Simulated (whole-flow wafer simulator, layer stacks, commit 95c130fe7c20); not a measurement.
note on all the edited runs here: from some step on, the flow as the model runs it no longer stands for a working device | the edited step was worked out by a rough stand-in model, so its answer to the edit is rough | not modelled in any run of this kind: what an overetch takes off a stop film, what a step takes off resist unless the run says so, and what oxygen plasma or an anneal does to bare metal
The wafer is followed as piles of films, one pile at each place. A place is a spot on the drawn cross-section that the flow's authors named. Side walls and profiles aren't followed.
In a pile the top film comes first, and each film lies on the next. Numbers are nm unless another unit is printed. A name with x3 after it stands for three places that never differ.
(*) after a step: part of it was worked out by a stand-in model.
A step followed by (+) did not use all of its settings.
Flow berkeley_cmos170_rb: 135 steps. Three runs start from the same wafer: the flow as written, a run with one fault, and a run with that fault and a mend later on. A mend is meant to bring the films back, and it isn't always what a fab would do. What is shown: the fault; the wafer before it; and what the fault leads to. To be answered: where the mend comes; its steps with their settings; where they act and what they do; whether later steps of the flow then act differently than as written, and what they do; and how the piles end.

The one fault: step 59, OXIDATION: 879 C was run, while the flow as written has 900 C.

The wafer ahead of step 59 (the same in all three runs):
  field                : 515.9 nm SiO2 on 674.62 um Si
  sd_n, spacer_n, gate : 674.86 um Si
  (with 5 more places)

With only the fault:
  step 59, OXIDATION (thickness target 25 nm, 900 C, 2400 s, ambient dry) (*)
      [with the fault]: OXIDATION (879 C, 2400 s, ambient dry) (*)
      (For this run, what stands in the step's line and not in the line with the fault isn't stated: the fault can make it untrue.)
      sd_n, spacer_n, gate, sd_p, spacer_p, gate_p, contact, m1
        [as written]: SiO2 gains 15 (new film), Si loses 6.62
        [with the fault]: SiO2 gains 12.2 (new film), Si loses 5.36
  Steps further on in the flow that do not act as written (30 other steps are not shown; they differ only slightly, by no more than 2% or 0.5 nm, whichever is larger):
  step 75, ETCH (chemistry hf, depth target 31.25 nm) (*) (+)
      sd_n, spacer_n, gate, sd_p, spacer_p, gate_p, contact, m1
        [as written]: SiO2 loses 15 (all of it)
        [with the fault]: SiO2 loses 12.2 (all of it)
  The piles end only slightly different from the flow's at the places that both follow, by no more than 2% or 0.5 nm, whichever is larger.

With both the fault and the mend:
  After step 60 comes the mend.
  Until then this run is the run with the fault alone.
  step 60a, OXIDATION (900 C, 670 s, ambient dry) (*) (the flow's step 59, run once more with other settings)
      sd_n, spacer_n, gate, sd_p, spacer_p, gate_p, contact, m1
        SiO2 gains 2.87, Si loses 1.26
      field
        SiO2 gains 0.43, Si loses 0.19
  None of the later steps of the flow differs from how it acts as written, at any place that is followed, by more than 2% or 0.5 nm, whichever is larger.
  The piles end only slightly different from the flow's at the places that both follow, by no more than 2% or 0.5 nm, whichever is larger.
